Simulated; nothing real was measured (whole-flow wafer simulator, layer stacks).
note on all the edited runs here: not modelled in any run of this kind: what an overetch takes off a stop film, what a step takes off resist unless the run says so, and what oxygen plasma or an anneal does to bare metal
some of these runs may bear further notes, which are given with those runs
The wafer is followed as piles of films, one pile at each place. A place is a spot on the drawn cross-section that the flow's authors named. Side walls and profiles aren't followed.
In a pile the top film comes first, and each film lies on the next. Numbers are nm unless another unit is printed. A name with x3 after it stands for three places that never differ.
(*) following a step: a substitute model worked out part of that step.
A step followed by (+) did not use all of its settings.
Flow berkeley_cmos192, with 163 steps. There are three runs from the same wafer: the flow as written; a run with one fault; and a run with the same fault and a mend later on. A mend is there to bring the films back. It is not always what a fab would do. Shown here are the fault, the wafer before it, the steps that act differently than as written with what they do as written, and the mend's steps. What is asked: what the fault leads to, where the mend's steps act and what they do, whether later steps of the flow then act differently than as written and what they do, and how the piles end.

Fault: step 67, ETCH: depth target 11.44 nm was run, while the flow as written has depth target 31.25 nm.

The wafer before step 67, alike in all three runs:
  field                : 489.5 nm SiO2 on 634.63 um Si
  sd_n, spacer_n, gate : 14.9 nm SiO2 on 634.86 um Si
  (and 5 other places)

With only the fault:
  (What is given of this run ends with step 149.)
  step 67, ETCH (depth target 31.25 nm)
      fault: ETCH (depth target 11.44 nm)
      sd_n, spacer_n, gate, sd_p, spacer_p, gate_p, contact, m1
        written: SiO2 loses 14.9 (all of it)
        fault: SiO2 loses 11.4
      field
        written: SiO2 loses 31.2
        fault: SiO2 loses 11.4
  Steps later in the flow that act otherwise than as written (33 more steps, not shown, differ only slightly: by at most 2% or 0.5 nm, whichever is larger):
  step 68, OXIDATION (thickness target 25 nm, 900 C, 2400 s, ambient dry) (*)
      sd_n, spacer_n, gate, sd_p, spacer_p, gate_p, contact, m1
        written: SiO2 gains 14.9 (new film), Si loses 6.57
        fault: SiO2 gains 12.1, Si loses 5.32
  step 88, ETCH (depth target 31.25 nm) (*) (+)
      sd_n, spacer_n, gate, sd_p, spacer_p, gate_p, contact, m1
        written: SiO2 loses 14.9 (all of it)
        fault: SiO2 loses 15.6 (all of it)
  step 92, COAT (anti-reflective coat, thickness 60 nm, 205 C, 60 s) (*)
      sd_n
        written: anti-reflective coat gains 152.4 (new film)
        fault: anti-reflective coat gains 165.4 (new film)
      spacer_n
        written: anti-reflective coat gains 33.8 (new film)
        fault: anti-reflective coat gains 29.4 (new film)
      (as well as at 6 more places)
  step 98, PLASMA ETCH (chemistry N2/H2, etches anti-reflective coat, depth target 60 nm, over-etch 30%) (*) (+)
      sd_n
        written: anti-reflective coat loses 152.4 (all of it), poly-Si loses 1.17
        fault: anti-reflective coat loses 165.4 (all of it), poly-Si loses 1.27
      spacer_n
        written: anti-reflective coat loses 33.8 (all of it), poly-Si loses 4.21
        fault: anti-reflective coat loses 29.4 (all of it), poly-Si loses 4.76
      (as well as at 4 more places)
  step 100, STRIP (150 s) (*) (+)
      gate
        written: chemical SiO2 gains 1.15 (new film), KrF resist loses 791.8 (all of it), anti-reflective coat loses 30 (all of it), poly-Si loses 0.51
        fault: chemical SiO2 gains 1.15 (new film), KrF resist loses 807.3 (all of it), anti-reflective coat loses 25.3 (all of it), poly-Si loses 0.51
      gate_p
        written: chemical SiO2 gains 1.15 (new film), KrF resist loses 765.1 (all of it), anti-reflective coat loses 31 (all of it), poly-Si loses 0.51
        fault: chemical SiO2 gains 1.15 (new film), KrF resist loses 775.2 (all of it), anti-reflective coat loses 27.8 (all of it), poly-Si loses 0.51
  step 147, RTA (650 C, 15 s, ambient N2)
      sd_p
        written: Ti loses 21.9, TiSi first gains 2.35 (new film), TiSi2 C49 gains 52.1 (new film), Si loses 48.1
        fault: Ti loses 21.5, TiSi first gains 1.58 (new film), TiSi2 C49 gains 52.4 (new film), Si loses 47.9
  The piles after step 149 differ from the flow's at field, sd_p by more than 2% or 0.5 nm, whichever is larger.
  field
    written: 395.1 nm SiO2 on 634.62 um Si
    fault: 414.8 nm SiO2 on 634.62 um Si
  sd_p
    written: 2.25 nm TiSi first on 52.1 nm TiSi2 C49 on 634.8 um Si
    fault: 1.48 nm TiSi first on 52.4 nm TiSi2 C49 on 634.8 um Si

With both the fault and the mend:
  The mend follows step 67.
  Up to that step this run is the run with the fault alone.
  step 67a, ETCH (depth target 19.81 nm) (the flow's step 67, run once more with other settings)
      sd_n, spacer_n, gate, sd_p, spacer_p, gate_p, contact, m1
        SiO2 loses 3.5 (all of it)
      field
        SiO2 loses 19.8
  Every later step of the flow that is run acts as written, at every place that is followed, to within 2% or 0.5 nm, whichever is larger.
  The piles end the same as the flow's at every place that both follow.
